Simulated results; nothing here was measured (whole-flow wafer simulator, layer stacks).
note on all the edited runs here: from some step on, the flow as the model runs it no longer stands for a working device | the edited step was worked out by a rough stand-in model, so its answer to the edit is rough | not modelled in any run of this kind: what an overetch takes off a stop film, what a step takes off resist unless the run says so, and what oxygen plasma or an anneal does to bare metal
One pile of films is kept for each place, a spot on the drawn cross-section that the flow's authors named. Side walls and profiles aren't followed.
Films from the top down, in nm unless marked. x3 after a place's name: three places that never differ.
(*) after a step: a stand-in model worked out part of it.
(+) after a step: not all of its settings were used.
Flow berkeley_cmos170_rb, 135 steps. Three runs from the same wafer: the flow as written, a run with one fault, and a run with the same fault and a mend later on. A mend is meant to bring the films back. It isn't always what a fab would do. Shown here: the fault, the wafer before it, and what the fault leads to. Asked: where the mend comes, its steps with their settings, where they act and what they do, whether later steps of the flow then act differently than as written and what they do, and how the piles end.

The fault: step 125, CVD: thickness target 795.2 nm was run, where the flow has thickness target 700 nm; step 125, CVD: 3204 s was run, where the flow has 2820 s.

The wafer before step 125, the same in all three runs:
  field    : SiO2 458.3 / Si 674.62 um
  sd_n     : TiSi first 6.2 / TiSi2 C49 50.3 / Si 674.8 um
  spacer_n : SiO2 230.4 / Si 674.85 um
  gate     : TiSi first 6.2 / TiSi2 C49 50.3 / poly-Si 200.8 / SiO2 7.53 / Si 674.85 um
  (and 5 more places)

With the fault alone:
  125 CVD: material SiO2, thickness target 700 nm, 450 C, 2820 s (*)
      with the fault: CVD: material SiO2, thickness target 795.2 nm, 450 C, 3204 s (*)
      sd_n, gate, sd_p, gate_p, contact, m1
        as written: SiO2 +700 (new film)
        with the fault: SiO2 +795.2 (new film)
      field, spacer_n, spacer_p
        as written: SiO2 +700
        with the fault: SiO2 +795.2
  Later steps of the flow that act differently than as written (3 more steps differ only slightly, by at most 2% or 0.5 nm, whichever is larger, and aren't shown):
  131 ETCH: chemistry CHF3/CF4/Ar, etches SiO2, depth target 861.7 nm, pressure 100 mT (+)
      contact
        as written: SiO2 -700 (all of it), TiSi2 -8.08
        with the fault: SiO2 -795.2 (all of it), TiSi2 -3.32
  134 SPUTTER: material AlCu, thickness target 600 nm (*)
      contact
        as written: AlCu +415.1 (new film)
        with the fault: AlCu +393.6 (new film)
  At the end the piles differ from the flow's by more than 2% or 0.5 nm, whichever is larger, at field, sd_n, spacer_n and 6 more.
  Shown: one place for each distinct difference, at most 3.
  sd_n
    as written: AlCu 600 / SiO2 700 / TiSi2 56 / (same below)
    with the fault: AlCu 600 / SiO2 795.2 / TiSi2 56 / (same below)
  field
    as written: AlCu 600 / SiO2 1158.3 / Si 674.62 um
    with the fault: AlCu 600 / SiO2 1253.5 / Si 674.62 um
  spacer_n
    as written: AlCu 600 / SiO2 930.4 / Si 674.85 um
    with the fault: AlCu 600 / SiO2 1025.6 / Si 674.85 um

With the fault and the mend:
  The mend comes after step 125.
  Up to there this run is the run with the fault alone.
  125a ETCH: chemistry boe, depth target 94.92 nm
      field, sd_n, spacer_n and 6 more
        SiO2 -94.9
  No later step of the flow acts differently than as written, at any place that is followed, by more than 2% or 0.5 nm, whichever is larger.
  At the end the piles differ from the flow's only slightly at the places that both follow, by at most 2% or 0.5 nm, whichever is larger.
